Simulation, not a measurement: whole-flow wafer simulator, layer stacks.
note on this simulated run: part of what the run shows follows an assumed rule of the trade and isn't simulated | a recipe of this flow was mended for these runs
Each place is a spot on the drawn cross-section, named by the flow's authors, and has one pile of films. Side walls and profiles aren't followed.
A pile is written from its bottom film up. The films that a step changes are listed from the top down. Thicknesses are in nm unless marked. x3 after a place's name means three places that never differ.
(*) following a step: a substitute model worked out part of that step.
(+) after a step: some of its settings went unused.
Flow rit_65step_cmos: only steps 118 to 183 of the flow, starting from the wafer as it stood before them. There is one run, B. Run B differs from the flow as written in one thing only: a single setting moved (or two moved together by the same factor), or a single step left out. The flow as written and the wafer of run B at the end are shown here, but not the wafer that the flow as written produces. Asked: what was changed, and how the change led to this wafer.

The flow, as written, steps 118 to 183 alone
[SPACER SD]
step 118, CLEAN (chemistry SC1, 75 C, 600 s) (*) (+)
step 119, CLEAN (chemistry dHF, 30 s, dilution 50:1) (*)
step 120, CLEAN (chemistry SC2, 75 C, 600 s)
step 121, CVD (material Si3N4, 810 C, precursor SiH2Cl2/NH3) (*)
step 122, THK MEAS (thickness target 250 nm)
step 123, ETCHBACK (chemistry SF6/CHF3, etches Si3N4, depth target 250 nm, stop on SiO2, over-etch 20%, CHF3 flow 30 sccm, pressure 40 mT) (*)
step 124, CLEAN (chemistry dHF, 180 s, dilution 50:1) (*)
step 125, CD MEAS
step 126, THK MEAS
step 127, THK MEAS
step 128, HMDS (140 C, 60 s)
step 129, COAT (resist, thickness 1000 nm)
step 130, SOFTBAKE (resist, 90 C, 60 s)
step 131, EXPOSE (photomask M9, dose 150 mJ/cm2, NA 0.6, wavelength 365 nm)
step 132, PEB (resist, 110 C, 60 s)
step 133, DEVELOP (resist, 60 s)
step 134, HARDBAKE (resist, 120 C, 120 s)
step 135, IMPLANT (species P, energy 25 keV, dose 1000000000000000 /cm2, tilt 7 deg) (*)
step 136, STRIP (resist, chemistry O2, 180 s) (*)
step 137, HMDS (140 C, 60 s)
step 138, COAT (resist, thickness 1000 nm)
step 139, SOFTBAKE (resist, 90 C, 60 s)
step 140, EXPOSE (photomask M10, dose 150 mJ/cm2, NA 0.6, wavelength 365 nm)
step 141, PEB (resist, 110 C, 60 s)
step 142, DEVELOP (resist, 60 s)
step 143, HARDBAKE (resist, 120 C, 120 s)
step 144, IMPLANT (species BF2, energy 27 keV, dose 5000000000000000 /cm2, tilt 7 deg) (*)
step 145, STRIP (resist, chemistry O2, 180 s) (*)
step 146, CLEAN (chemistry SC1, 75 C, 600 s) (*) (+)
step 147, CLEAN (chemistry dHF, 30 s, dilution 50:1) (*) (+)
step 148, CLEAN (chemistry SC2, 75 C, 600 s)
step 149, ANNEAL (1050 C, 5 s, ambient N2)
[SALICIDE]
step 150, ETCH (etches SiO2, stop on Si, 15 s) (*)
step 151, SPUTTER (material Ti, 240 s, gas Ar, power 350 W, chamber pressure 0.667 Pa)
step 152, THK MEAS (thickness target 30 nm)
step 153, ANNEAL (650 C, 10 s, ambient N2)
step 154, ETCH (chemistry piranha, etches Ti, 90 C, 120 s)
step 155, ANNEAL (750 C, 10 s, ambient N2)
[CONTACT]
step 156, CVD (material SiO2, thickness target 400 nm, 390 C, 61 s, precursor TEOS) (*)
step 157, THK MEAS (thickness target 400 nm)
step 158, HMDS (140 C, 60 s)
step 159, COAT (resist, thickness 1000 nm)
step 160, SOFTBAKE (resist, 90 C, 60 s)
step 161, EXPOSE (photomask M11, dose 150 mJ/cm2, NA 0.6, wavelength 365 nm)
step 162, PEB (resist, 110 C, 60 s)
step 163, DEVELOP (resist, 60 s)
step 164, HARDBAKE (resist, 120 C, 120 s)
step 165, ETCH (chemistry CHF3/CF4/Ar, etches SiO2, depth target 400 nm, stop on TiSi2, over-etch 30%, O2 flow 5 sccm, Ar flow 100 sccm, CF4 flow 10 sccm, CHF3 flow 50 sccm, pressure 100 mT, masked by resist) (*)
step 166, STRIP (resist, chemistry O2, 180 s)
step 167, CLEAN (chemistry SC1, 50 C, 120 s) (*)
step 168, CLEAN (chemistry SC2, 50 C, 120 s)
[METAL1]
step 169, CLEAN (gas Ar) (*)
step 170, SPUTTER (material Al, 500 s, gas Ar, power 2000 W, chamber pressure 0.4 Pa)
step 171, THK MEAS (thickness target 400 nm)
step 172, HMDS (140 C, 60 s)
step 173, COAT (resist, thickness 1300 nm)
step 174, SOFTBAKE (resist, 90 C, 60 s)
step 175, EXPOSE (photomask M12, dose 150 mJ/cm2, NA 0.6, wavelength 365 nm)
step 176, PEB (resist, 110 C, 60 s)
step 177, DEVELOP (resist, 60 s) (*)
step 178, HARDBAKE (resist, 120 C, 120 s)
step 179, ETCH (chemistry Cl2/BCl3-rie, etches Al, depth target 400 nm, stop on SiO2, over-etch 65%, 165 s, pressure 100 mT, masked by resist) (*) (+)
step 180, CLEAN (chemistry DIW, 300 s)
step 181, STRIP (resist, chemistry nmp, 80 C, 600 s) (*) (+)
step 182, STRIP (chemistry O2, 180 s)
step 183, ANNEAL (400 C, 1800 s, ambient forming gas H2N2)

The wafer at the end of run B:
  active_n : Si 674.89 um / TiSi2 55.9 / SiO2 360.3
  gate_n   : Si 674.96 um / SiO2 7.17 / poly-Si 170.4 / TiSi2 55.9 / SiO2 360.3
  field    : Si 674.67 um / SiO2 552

What caused this: step 146, CLEAN: 89 C was run, though the flow has 75 C.

How this came from the change, step by step:
  step 146, CLEAN (chemistry SC1, 75 C, 600 s) (*) (+)
      active_n, active_p, sd_n, sd_p, contact, m1: chemical SiO2 loses 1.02, Si loses 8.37 (in the flow as written it would be: chemical SiO2 loses 1.02, Si loses 3.49)
      field, field_pw, field_nw, field_p: SiO2 loses 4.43 (in the flow as written it would be: SiO2 loses 2.05)
      (also at 2 further places)
